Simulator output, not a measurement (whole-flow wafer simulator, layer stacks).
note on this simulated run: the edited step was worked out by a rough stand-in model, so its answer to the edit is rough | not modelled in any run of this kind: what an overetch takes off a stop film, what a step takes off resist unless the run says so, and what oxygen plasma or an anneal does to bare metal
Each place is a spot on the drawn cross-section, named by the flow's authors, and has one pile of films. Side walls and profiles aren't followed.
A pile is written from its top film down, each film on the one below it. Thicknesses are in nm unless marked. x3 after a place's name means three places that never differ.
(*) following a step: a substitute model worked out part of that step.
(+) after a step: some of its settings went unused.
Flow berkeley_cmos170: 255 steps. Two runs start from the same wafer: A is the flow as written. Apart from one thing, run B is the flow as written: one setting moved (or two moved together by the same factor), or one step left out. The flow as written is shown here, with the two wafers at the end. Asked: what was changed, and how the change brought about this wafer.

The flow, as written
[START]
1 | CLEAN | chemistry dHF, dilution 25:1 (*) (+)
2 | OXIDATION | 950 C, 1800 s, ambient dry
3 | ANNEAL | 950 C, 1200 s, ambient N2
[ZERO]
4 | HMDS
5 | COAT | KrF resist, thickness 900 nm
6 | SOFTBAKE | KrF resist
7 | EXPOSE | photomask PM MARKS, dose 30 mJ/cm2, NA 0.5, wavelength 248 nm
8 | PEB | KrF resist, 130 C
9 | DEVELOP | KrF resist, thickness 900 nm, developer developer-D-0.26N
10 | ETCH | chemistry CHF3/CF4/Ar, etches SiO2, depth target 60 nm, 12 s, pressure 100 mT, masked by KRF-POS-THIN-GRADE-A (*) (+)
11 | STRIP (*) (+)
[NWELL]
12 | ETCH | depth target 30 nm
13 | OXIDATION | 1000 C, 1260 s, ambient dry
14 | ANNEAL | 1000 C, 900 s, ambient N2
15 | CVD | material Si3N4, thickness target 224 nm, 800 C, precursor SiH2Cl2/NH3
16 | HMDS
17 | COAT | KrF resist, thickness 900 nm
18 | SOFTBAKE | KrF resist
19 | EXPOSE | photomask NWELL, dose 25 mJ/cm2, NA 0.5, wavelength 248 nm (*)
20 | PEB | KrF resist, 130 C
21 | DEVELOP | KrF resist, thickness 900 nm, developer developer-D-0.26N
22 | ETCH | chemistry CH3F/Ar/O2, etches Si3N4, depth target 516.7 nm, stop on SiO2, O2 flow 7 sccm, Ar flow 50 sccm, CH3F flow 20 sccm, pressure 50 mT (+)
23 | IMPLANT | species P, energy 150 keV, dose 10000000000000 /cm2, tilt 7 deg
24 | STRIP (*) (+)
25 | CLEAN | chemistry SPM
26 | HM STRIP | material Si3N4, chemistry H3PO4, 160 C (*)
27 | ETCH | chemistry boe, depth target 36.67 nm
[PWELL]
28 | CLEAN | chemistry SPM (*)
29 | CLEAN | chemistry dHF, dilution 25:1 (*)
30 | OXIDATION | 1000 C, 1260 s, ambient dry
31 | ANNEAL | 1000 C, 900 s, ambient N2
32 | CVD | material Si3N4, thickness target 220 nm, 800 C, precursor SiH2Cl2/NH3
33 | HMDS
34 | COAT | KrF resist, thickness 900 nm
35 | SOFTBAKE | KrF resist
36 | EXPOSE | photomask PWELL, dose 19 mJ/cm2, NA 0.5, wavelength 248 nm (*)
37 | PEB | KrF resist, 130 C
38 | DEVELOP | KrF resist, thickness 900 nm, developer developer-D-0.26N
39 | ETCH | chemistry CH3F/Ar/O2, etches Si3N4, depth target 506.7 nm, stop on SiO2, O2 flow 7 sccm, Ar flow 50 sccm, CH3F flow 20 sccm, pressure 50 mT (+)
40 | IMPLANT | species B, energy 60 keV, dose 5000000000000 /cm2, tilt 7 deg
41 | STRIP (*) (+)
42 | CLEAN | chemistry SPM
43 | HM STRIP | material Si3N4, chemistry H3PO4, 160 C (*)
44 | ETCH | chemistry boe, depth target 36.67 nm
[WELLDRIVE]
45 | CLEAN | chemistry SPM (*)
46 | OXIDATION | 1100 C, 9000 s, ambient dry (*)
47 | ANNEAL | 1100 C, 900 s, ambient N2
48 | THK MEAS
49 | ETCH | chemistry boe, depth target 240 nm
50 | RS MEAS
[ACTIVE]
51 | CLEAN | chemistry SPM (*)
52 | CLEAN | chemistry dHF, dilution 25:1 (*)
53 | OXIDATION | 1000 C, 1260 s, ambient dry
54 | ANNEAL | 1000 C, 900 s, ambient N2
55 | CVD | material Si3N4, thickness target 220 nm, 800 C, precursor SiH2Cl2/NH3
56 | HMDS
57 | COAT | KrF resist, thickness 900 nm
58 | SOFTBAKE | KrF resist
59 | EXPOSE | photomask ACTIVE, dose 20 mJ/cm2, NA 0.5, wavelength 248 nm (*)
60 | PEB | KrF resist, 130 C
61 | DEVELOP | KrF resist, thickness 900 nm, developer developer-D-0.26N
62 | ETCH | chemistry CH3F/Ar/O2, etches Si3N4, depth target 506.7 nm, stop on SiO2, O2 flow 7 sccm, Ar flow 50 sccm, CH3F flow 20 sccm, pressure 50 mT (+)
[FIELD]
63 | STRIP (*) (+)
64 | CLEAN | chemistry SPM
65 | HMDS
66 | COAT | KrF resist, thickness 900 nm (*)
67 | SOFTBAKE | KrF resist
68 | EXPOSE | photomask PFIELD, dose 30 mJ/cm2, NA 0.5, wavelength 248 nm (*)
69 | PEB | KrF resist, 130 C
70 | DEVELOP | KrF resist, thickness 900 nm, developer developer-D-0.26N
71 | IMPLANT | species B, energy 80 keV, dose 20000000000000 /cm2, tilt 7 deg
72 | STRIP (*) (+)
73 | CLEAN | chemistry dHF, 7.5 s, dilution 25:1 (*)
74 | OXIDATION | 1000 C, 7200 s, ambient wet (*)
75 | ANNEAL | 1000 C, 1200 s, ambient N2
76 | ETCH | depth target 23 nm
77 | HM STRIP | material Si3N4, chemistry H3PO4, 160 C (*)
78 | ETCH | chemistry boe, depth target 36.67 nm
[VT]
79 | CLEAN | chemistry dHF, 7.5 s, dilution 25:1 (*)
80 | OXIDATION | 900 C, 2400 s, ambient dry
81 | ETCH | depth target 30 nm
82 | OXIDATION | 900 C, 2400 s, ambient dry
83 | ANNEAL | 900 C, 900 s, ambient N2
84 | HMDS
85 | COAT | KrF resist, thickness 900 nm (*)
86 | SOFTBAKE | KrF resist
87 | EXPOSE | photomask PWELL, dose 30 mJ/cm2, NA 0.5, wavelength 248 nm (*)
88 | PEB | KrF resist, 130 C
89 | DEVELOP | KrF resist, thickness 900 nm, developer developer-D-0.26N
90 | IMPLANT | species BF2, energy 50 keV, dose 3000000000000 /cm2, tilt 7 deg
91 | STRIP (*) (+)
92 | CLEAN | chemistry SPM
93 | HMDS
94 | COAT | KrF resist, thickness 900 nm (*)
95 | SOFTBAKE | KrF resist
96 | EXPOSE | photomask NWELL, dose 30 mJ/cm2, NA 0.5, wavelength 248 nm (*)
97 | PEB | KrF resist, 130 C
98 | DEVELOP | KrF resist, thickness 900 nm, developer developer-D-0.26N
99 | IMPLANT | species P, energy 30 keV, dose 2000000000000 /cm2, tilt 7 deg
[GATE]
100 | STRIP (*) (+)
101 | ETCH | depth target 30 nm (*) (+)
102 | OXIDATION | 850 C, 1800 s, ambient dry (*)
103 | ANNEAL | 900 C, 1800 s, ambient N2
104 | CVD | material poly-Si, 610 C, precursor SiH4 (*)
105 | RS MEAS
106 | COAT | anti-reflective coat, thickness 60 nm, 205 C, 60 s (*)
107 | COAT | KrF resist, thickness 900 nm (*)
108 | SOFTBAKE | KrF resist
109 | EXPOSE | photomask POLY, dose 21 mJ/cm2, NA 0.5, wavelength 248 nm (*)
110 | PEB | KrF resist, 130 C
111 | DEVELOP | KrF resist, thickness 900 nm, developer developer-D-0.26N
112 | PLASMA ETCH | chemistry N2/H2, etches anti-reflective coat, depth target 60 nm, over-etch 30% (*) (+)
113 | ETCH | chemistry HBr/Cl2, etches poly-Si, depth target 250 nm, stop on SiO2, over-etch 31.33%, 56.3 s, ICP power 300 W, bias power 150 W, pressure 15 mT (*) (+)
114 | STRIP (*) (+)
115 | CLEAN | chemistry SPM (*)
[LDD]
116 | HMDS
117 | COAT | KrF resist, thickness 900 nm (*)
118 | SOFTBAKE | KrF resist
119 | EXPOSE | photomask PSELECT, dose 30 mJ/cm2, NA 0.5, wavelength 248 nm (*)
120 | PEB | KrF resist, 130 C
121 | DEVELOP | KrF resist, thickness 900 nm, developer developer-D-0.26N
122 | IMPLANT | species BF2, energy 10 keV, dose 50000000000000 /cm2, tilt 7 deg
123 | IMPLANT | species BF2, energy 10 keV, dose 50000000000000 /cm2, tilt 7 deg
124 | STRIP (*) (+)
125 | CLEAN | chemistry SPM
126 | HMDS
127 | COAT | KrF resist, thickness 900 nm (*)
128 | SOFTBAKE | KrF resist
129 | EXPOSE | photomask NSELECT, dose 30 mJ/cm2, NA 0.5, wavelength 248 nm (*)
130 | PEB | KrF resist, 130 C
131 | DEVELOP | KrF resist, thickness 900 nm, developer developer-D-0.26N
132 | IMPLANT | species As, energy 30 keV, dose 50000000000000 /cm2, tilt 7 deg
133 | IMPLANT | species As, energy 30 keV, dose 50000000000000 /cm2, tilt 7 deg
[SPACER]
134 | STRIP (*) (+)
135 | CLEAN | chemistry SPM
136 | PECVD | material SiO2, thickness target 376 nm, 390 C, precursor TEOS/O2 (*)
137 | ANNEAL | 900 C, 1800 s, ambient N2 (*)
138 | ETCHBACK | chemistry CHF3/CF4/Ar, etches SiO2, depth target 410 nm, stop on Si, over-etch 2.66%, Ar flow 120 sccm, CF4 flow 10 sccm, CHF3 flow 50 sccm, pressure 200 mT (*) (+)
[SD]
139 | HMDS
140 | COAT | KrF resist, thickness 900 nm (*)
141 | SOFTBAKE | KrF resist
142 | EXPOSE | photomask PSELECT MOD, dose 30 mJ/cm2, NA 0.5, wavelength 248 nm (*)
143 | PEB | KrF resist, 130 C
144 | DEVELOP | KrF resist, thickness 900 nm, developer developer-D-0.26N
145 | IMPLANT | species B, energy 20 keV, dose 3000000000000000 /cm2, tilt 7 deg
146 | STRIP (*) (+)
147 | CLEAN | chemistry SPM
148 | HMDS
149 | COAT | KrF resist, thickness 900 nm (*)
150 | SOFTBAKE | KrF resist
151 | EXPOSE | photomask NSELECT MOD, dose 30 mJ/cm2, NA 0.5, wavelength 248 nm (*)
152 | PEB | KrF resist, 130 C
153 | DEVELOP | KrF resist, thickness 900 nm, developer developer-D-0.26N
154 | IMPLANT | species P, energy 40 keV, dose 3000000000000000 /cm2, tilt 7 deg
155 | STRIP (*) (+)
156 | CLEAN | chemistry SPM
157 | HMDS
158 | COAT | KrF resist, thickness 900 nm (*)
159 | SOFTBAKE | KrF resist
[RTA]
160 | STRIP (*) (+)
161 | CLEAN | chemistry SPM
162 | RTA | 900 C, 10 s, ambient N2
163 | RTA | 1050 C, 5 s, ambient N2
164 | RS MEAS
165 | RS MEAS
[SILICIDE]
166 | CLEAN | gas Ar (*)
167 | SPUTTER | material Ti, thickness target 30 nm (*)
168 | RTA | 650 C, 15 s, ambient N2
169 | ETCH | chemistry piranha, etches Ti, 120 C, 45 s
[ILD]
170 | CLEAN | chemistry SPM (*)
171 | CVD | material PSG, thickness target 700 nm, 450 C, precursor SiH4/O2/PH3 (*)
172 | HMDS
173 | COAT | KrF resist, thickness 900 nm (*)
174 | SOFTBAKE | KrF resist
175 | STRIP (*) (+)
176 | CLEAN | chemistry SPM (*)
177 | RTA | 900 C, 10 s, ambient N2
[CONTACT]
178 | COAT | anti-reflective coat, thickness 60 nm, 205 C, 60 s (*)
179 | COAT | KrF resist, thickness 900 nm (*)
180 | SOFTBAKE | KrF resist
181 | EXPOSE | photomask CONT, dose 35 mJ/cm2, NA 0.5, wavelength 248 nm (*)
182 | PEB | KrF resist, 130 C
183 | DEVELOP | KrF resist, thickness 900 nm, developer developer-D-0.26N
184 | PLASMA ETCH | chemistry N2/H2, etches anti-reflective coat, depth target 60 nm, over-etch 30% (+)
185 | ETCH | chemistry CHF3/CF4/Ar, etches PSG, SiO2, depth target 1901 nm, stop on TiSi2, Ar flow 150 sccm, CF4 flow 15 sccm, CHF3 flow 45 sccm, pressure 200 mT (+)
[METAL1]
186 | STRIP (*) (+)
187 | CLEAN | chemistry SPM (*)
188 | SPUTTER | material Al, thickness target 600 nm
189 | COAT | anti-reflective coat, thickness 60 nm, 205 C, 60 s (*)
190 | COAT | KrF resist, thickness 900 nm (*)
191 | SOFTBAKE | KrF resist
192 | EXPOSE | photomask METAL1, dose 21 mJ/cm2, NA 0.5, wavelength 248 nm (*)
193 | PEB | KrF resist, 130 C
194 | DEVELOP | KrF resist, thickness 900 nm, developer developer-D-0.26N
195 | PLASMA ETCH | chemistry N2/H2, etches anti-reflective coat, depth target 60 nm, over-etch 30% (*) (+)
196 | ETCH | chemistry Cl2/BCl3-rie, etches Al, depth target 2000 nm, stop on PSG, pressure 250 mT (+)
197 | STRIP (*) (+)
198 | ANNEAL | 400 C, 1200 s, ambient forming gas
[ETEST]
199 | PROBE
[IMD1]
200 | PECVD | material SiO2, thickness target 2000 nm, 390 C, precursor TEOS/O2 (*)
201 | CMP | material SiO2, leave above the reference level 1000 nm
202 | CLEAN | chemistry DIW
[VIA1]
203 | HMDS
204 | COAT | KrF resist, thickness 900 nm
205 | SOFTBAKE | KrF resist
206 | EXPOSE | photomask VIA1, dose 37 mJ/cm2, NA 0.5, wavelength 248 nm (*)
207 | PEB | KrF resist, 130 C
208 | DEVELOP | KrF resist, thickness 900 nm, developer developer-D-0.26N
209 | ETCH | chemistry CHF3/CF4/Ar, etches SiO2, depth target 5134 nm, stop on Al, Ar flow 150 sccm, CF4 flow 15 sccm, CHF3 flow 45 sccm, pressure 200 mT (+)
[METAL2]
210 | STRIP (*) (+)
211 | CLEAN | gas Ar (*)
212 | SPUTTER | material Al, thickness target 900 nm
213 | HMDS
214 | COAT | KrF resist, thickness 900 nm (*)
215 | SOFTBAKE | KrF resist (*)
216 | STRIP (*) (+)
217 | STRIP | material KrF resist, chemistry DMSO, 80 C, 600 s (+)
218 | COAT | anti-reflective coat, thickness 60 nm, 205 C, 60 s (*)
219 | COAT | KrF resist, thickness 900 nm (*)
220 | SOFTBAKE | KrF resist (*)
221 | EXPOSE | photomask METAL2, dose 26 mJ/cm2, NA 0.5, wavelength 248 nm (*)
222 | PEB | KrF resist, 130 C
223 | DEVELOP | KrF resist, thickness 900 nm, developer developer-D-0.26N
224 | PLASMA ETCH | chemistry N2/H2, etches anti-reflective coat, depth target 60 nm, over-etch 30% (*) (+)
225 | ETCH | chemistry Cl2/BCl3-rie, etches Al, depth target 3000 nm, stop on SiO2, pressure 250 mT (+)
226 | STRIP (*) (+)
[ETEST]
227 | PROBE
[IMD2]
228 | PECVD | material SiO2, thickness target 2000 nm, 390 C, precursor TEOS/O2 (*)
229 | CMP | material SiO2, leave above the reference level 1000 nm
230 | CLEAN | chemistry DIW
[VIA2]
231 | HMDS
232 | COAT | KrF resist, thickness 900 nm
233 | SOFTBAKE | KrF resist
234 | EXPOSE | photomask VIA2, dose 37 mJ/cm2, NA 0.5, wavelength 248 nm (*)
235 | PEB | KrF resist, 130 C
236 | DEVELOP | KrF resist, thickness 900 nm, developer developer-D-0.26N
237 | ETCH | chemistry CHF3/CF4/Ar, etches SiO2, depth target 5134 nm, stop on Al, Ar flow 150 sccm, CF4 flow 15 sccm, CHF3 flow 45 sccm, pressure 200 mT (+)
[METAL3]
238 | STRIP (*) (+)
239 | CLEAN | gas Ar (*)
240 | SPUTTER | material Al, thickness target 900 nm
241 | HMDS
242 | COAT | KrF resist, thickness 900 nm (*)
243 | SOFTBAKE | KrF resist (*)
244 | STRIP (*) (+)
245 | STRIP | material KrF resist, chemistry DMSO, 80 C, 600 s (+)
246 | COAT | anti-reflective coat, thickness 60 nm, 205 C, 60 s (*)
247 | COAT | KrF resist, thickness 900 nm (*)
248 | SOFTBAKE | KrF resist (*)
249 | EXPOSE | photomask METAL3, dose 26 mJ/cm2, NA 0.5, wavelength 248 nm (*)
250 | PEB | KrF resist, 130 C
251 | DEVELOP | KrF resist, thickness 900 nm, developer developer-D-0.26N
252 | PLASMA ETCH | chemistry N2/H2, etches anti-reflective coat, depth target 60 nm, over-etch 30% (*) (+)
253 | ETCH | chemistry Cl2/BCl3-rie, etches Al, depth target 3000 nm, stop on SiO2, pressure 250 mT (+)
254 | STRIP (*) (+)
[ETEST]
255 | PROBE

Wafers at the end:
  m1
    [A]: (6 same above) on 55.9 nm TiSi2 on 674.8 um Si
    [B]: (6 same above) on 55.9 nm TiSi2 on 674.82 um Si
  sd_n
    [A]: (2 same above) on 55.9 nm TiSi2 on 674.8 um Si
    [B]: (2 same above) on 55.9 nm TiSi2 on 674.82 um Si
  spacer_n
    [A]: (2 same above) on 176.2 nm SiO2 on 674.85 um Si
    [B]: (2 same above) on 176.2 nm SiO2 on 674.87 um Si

The reason: step 46, OXIDATION: 6300 s was run, though the flow has 9000 s.

The path from the change to this, step by step:
  46 | OXIDATION | 1100 C, 9000 s, ambient dry (*)
      field, sd_n, spacer_n and 9 more: A SiO2 gains 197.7 (new film), chemical SiO2 loses 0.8 (all of it), Si loses 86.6 | B SiO2 gains 158.9 (new film), chemical SiO2 loses 0.8 (all of it), Si loses 69.6
  49 | ETCH | chemistry boe, depth target 240 nm
      field, sd_n, spacer_n and 9 more: A SiO2 loses 197.7 (all of it) | B SiO2 loses 158.9 (all of it)
